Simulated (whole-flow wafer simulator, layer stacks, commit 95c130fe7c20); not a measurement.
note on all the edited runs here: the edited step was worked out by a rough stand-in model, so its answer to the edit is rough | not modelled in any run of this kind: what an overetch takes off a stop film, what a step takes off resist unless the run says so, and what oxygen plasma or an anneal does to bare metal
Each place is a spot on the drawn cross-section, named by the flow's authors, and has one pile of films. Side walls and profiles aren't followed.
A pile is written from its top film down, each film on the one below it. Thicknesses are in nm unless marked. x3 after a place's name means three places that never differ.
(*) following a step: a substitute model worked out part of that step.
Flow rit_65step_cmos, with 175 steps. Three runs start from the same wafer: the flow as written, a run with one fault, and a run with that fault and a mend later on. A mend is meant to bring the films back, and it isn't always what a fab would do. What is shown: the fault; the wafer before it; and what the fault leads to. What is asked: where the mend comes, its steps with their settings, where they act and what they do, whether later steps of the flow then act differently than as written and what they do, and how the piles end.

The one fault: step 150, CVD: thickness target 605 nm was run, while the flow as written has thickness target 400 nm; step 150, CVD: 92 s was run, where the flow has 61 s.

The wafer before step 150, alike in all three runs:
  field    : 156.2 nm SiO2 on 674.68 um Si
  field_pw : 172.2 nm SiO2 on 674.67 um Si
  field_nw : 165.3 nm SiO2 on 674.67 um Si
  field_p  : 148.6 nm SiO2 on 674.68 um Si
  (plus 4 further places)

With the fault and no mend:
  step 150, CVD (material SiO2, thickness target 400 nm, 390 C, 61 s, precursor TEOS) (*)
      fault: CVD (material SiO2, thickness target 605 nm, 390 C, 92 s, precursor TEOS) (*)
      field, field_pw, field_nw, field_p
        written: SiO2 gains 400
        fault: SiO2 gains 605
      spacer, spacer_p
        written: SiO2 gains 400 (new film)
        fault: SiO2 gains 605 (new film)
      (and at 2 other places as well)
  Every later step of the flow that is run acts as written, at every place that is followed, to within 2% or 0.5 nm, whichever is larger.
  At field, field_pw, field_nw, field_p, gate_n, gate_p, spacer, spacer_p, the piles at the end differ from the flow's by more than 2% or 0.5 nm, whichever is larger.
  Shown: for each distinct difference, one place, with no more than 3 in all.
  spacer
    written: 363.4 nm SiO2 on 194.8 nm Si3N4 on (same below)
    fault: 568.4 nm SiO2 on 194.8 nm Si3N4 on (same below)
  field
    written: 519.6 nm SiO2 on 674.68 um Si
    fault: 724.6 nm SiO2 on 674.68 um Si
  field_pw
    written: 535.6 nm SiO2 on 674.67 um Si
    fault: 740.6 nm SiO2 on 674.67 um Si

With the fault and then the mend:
  The mend follows step 151.
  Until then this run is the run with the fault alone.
  step 151a, ETCH (chemistry boe, depth target 207.4 nm)
      field, field_pw, field_nw, field_p, gate_n, gate_p, spacer, spacer_p
        SiO2 loses 207.4
  Every later step of the flow that is run acts as written, at every place that is followed, to within 2% or 0.5 nm, whichever is larger.
  The piles end only slightly different from the flow's at the places that both follow, by no more than 2% or 0.5 nm, whichever is larger.
